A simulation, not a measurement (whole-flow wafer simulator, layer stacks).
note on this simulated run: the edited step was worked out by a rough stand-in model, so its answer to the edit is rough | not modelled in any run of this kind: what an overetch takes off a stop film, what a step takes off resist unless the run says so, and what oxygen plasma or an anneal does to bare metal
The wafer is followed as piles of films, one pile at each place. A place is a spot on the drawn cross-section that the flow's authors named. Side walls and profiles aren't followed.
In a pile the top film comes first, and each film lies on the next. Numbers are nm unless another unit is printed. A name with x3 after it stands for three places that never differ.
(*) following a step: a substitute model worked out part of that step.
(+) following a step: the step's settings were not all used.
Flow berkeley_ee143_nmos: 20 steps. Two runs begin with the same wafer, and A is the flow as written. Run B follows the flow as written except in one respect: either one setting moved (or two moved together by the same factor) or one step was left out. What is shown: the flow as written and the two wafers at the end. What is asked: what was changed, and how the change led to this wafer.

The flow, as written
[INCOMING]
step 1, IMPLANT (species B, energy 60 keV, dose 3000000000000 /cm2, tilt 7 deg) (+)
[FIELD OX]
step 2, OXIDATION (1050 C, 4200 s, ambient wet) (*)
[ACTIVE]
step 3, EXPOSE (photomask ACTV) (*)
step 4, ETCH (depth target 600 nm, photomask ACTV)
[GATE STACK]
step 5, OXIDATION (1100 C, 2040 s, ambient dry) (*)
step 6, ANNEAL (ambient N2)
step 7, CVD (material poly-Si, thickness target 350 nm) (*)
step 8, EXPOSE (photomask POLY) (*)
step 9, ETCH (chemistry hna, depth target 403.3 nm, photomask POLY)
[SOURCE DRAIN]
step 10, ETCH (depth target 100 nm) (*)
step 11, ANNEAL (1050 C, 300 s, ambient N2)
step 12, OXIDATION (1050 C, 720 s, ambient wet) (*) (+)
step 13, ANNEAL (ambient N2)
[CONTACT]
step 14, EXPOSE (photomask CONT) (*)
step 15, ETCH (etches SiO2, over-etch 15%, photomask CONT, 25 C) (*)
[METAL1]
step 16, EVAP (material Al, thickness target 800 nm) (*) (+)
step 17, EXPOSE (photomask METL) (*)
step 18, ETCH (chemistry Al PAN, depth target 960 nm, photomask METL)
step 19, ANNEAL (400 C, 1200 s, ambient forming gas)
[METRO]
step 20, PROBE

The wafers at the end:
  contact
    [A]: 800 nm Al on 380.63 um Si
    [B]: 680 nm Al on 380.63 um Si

The reason: step 16, EVAP: thickness target 680 nm was run, whereas the flow has thickness target 800 nm.
The wafer lets one read it off: contact has Al 680, and step 16 as written asks for 800 nm.

How this came from the change, step by step:
  step 16, EVAP (material Al, thickness target 800 nm) (*) (+)
      gate, sd, contact, field: A Al gains 800 (new film) | B Al gains 680 (new film)
  step 18, ETCH (chemistry Al PAN, depth target 960 nm, photomask METL)
      gate, sd, field: A Al loses 800 (all of it) | B Al loses 680 (all of it)
